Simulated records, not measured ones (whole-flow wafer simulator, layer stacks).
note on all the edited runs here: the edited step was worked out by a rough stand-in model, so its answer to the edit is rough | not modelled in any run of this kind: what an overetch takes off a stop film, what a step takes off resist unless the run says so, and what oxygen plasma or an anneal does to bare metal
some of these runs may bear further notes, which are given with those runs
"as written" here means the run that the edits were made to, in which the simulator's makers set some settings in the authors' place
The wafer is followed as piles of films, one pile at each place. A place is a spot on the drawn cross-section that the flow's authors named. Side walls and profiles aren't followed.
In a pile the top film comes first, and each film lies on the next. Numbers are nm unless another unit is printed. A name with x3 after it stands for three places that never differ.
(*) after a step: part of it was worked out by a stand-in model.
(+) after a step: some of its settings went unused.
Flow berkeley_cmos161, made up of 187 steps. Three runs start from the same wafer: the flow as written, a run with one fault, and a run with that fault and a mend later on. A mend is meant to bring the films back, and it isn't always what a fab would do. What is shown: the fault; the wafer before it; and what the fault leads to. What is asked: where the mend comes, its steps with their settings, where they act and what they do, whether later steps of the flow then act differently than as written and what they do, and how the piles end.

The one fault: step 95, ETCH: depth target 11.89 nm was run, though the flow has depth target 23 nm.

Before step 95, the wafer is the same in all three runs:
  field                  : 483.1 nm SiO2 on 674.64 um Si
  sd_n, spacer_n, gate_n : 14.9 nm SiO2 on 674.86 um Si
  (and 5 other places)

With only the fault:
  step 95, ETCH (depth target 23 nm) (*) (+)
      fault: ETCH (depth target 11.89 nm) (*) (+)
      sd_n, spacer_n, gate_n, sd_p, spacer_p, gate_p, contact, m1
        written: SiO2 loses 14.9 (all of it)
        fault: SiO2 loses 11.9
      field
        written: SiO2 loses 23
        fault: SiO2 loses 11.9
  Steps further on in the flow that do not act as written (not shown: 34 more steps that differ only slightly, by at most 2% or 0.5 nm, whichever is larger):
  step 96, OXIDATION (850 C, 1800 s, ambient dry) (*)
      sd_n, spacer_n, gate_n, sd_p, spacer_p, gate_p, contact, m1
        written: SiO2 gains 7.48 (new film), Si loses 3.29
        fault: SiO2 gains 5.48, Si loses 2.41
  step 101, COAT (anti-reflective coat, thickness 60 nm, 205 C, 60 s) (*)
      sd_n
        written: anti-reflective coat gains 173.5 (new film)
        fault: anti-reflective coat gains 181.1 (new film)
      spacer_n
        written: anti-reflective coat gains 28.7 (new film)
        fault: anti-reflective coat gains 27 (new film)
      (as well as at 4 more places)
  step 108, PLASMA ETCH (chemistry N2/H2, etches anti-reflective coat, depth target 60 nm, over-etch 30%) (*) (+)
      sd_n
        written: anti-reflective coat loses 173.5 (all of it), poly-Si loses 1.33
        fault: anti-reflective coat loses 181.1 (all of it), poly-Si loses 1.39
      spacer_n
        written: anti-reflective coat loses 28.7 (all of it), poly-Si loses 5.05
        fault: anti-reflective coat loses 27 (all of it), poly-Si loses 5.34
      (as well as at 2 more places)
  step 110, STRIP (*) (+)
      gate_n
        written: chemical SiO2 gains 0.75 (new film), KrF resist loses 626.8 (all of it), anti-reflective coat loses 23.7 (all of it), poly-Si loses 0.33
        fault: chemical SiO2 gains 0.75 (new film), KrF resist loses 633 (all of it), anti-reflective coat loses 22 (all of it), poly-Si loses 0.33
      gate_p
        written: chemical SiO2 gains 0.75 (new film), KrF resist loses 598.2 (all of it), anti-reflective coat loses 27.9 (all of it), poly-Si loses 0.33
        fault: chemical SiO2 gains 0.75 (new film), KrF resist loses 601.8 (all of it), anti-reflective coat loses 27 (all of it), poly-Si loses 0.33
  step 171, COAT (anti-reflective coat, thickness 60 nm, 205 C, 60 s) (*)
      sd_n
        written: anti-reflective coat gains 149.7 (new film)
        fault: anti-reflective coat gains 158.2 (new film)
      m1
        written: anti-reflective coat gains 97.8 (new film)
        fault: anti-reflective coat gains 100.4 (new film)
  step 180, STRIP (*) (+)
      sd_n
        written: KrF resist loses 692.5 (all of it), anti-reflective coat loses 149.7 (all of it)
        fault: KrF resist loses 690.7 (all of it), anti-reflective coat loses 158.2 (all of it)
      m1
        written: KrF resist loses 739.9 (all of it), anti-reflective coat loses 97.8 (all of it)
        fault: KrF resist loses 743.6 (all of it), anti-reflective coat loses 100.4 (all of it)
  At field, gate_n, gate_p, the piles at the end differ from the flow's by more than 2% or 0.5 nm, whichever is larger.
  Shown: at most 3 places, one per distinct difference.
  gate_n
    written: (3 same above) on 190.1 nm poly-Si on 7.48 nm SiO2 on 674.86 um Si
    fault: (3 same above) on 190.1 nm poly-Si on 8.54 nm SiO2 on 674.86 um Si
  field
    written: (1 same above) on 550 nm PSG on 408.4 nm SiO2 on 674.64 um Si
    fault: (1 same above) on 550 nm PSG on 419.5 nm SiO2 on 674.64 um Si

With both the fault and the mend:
  The mend follows step 95.
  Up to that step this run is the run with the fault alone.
  step 95a, ETCH (depth target 11.11 nm) (*) (+) (the flow's step 95, run once more with other settings)
      sd_n, spacer_n, gate_n, sd_p, spacer_p, gate_p, contact, m1
        SiO2 loses 3.05 (all of it)
      field
        SiO2 loses 11.1
  Later steps of the flow that are run all act as written at every place that is followed.
  The piles end the same as the flow's at every place that both follow.
